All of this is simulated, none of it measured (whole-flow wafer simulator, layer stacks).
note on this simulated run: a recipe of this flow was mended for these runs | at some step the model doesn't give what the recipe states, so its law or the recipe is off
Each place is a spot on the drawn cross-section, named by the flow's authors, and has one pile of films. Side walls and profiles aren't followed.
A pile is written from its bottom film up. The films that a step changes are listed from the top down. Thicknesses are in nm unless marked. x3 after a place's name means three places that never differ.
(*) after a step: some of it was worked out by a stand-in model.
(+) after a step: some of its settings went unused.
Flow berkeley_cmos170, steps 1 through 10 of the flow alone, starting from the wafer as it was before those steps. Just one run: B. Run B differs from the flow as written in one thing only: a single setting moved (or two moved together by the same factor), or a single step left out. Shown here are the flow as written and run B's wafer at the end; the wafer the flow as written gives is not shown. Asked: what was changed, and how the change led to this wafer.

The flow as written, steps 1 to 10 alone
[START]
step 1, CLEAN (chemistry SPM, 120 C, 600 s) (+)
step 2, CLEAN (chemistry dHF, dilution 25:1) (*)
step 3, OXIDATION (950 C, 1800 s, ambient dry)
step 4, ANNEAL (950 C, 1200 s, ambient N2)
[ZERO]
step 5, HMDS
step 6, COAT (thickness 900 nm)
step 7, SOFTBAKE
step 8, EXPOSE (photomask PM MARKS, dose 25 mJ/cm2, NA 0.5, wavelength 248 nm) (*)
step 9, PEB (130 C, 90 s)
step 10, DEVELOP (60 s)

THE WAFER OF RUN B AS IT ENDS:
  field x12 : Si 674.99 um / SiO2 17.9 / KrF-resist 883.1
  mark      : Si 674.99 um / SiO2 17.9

Cause: step 3, OXIDATION: 938 C was run, whereas the flow has 950 C.

Step by step, how the change led to this:
  step 3, OXIDATION (950 C, 1800 s, ambient dry)
      field x12, mark: +17.9 SiO2 (new film), -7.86 Si (in the flow as written it would be: +20.4 SiO2 (new film), -8.98 Si)
